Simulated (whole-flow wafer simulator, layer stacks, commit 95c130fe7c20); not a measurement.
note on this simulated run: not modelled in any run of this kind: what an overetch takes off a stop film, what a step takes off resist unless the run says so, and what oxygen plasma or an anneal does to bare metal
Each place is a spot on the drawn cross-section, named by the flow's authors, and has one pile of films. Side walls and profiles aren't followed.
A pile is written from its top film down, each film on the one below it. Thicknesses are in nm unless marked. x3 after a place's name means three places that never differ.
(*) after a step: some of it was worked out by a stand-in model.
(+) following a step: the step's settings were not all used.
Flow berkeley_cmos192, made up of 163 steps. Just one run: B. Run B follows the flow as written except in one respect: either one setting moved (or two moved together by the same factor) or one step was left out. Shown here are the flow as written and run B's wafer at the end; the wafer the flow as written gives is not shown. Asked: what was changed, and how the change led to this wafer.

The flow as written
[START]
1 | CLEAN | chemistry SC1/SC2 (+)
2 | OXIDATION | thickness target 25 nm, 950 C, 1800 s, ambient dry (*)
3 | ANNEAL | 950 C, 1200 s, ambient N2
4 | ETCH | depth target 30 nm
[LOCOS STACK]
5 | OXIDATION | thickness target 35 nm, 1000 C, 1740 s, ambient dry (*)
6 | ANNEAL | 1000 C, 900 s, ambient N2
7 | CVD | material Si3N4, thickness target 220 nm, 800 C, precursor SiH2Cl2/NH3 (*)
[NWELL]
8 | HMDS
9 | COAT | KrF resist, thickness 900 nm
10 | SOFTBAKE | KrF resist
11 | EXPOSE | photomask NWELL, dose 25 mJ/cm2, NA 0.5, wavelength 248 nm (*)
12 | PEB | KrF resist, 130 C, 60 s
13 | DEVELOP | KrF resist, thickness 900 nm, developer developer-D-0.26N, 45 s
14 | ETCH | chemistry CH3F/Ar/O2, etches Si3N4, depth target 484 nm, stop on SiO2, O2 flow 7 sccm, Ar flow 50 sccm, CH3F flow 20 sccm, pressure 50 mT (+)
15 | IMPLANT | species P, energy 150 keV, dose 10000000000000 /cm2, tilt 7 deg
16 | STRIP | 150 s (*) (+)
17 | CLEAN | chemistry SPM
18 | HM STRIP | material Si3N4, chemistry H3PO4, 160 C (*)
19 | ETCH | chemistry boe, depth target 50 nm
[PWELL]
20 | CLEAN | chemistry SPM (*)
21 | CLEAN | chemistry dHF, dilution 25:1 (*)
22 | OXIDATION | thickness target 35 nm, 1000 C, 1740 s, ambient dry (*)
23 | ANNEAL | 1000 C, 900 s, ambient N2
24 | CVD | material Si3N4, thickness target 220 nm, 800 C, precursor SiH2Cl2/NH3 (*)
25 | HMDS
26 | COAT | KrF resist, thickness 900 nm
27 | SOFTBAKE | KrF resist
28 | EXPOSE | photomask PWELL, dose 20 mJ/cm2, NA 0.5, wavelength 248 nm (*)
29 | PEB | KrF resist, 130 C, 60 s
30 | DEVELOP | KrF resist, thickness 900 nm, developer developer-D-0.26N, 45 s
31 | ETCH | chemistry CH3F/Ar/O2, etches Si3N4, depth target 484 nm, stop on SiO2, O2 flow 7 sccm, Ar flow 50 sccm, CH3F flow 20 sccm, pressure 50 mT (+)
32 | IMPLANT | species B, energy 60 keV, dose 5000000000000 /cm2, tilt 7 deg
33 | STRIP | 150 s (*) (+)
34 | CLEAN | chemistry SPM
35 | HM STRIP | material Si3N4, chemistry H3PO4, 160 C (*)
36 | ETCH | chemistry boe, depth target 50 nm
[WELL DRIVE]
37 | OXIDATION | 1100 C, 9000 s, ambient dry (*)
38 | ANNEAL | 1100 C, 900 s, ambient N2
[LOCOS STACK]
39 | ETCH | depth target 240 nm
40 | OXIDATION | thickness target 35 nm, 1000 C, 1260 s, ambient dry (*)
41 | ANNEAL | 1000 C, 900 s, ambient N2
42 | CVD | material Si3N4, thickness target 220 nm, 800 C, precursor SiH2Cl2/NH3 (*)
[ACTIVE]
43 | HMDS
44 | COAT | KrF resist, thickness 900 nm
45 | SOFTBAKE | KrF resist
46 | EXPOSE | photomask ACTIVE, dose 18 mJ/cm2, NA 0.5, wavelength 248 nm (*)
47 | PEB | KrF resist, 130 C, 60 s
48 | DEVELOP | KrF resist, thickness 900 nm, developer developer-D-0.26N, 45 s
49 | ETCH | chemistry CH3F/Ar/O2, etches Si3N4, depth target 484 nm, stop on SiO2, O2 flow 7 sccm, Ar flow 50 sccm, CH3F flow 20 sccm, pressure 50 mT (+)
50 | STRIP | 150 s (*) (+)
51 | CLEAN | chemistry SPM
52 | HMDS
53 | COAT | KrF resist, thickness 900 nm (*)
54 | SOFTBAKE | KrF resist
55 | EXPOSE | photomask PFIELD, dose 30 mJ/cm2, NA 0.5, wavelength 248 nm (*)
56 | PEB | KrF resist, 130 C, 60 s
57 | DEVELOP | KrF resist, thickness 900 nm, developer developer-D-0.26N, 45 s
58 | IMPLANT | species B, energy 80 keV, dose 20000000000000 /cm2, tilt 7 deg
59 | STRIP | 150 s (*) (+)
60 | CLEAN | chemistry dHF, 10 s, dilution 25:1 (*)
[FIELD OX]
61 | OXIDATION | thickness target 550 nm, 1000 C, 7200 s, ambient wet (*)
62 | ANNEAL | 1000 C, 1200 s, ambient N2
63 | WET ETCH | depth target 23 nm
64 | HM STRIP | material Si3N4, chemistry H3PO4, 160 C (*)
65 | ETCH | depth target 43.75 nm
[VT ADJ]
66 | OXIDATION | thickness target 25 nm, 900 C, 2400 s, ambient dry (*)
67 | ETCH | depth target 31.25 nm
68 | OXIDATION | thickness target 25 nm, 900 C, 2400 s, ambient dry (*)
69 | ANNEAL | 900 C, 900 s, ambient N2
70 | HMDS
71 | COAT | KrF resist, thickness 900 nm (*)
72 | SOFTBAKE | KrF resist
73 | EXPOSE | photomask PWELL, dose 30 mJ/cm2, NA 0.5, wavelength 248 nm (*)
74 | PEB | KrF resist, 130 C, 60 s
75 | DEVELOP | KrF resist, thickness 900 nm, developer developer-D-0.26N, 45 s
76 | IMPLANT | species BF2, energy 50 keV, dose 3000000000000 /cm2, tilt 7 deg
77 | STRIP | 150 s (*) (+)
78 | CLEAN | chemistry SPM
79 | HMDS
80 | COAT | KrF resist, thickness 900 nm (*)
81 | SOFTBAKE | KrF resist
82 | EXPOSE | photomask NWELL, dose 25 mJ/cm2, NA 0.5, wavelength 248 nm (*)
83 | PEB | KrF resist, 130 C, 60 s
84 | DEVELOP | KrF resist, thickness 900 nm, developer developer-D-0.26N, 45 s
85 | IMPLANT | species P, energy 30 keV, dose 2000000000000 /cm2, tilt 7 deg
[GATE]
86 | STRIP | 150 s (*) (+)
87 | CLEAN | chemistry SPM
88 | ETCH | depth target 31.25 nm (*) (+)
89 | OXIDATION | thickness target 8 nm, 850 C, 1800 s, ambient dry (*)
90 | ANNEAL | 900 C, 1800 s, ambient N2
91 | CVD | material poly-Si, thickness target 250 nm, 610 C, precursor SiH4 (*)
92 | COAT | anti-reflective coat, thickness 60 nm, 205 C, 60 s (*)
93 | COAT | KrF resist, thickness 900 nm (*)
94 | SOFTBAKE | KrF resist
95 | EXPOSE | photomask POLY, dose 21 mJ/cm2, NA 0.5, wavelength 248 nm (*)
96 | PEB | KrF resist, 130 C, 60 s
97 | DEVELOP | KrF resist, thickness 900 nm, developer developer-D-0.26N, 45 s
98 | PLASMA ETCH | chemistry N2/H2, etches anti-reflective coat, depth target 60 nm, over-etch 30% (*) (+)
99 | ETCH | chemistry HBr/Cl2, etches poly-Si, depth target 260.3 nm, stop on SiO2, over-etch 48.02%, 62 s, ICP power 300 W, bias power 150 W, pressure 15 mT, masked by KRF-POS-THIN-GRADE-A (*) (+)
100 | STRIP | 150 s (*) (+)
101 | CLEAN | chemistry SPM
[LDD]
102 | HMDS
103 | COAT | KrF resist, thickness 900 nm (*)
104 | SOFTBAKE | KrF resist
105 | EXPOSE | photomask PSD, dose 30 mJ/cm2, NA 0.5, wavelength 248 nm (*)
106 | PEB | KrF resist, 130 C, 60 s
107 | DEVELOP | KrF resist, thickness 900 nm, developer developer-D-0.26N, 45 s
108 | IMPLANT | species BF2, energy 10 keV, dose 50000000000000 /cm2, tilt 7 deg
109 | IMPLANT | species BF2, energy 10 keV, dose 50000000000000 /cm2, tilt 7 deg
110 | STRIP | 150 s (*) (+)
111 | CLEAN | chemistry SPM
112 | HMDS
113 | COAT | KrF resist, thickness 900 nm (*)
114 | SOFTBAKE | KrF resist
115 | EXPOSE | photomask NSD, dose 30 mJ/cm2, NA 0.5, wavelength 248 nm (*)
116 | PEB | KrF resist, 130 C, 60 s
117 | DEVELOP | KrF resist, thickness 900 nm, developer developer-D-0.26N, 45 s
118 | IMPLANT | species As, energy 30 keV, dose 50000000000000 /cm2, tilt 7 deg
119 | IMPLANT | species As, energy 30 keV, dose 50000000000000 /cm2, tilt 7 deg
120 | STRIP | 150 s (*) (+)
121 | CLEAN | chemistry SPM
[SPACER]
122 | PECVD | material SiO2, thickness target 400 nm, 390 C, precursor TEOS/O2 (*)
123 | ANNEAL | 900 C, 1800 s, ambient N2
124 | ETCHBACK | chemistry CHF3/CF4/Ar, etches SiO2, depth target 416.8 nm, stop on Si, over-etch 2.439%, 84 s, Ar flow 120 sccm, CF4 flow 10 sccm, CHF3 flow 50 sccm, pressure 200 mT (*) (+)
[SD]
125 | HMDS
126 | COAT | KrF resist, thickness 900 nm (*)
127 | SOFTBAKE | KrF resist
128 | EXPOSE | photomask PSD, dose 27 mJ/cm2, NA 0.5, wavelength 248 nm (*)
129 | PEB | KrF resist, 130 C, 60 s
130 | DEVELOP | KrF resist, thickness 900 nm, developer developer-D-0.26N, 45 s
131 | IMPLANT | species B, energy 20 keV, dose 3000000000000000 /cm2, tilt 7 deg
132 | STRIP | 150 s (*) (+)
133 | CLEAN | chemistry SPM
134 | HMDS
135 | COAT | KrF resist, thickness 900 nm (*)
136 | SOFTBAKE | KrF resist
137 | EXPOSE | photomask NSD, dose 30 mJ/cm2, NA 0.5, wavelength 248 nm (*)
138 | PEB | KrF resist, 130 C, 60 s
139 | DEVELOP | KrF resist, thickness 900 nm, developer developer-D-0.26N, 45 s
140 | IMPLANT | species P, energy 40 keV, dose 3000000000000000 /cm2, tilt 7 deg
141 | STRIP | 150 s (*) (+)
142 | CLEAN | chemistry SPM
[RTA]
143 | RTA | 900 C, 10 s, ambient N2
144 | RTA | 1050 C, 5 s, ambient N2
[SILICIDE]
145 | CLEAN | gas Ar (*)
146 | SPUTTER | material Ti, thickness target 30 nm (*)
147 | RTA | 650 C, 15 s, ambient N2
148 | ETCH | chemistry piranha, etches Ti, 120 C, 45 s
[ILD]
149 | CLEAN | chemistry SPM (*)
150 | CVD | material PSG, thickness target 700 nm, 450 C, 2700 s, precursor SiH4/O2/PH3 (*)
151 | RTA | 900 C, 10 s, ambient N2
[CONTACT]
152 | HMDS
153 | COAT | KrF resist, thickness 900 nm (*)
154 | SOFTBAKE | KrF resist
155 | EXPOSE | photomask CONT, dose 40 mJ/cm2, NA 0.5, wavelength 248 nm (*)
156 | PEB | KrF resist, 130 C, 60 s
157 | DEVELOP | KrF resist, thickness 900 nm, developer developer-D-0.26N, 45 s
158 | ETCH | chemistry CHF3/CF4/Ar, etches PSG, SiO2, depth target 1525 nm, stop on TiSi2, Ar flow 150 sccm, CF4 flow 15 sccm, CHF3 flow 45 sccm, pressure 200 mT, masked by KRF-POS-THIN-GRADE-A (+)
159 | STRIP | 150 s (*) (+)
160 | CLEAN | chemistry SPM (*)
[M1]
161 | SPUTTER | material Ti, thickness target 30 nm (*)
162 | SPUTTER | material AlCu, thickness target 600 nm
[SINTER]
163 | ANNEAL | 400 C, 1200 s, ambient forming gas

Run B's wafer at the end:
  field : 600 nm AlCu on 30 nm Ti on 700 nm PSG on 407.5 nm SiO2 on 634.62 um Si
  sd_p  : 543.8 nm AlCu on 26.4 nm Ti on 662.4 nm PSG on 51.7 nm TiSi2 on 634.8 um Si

The reason: step 67, ETCH: depth target 18.75 nm was run, though the flow has depth target 31.25 nm.

The path from the change to this, step by step:
  67 | ETCH | depth target 31.25 nm
      field: SiO2 loses 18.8 (as written it would have been: SiO2 loses 31.2)
  92 | COAT | anti-reflective coat, thickness 60 nm, 205 C, 60 s (*)
      sd_n: anti-reflective coat gains 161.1 (new film) (as written it would have been: anti-reflective coat gains 152.4 (new film))
      spacer_n: anti-reflective coat gains 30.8 (new film) (as written it would have been: anti-reflective coat gains 33.8 (new film))
      (as well as at 5 more places)
  98 | PLASMA ETCH | chemistry N2/H2, etches anti-reflective coat, depth target 60 nm, over-etch 30% (*) (+)
      sd_n: anti-reflective coat loses 161.1 (all of it), poly-Si loses 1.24 (as written it would have been: anti-reflective coat loses 152.4 (all of it), poly-Si loses 1.17)
      spacer_n: anti-reflective coat loses 30.8 (all of it), poly-Si loses 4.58 (as written it would have been: anti-reflective coat loses 33.8 (all of it), poly-Si loses 4.21)
      (as well as at 3 more places)
  100 | STRIP | 150 s (*) (+)
      gate: chemical SiO2 gains 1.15 (new film), KrF resist loses 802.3 (all of it), anti-reflective coat loses 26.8 (all of it), poly-Si loses 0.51 (as written it would have been: chemical SiO2 gains 1.15 (new film), KrF resist loses 791.8 (all of it), anti-reflective coat loses 30 (all of it), poly-Si loses 0.51)
      gate_p: chemical SiO2 gains 1.15 (new film), KrF resist loses 772 (all of it), anti-reflective coat loses 28.7 (all of it), poly-Si loses 0.51 (as written it would have been: chemical SiO2 gains 1.15 (new film), KrF resist loses 765.1 (all of it), anti-reflective coat loses 31 (all of it), poly-Si loses 0.51)
